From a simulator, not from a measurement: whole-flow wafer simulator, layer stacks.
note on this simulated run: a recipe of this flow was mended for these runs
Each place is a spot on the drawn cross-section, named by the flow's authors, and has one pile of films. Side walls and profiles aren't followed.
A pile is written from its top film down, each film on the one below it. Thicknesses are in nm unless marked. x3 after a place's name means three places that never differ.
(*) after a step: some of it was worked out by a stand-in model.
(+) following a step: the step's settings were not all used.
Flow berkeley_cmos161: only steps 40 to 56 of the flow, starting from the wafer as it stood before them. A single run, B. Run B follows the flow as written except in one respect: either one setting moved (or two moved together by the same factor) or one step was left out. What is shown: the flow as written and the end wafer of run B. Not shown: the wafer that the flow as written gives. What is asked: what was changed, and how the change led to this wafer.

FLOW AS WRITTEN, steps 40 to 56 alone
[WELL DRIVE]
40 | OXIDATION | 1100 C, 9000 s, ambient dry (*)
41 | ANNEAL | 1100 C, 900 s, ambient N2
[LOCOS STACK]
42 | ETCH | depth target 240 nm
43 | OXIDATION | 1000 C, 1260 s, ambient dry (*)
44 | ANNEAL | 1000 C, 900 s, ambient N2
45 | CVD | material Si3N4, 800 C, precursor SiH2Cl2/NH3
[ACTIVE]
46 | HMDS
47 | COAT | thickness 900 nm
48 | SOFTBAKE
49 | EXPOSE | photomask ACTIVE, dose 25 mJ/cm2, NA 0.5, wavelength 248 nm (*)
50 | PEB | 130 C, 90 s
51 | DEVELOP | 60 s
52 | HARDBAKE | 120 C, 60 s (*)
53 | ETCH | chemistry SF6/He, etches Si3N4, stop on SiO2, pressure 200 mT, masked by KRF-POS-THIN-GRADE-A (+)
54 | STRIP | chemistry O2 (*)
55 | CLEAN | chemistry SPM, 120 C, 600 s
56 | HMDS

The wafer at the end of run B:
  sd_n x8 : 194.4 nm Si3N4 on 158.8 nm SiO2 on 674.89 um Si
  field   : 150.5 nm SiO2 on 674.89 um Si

Cause: step 42, ETCH: depth target 48 nm was run, whereas the flow has depth target 240 nm.

The path from the change to this, step by step:
  42 | ETCH | depth target 240 nm
      field, sd_n x8: -48 SiO2 (as written it would have been: -197.6 SiO2 (all of it))
  43 | OXIDATION | 1000 C, 1260 s, ambient dry (*)
      field, sd_n x8: +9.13 SiO2, -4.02 Si (as written it would have been: +26.6 SiO2 (new film), -11.7 Si)
